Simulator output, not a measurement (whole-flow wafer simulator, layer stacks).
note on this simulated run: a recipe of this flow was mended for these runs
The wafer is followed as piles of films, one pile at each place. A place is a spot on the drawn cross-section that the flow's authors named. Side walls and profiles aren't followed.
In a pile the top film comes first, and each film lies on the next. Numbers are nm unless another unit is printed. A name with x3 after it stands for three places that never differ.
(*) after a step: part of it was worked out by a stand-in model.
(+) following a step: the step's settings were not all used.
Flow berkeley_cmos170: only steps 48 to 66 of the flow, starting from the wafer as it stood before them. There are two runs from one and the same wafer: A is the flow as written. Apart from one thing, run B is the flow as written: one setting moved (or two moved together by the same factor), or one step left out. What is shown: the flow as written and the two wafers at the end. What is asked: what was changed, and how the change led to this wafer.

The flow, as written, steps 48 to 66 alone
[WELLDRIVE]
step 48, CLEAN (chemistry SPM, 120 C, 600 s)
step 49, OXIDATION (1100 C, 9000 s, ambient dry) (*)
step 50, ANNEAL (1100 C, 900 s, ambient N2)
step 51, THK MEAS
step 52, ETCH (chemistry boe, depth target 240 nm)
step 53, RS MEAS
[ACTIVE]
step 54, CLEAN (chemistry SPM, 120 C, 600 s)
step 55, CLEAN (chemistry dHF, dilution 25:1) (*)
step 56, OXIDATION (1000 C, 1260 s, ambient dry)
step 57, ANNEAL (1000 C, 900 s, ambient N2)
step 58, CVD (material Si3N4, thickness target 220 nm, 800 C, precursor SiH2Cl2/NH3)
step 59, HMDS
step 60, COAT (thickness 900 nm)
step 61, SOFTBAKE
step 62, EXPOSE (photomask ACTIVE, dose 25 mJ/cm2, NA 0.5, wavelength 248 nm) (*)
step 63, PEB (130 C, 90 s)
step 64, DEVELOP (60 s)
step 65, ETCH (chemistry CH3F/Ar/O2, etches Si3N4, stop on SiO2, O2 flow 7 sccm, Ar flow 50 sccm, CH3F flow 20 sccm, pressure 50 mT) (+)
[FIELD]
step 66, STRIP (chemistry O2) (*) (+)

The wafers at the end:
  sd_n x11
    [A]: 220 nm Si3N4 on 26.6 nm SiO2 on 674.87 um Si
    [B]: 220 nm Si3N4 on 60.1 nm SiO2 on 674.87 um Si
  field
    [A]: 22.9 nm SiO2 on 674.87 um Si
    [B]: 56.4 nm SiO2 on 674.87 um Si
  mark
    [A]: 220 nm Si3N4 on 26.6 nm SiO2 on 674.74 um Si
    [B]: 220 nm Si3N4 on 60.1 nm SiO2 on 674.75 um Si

Cause: step 52, ETCH: depth target 154 nm was run, though the flow has depth target 240 nm.

The path from the change to this, step by step:
  step 52, ETCH (chemistry boe, depth target 240 nm)
      field, mark, sd_n x11: A SiO2 loses 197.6 (all of it) | B SiO2 loses 154
  step 54, CLEAN (chemistry SPM, 120 C, 600 s)
      field, mark, sd_n x11: A chemical SiO2 gains 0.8 (new film), Si loses 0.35 | B nothing
  step 55, CLEAN (chemistry dHF, dilution 25:1) (*)
      field, mark, sd_n x11: A chemical SiO2 loses 0.8 (all of it) | B nothing
  step 56, OXIDATION (1000 C, 1260 s, ambient dry)
      field, mark, sd_n x11: A SiO2 gains 26.6 (new film), Si loses 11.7 | B SiO2 gains 16.4, Si loses 7.23
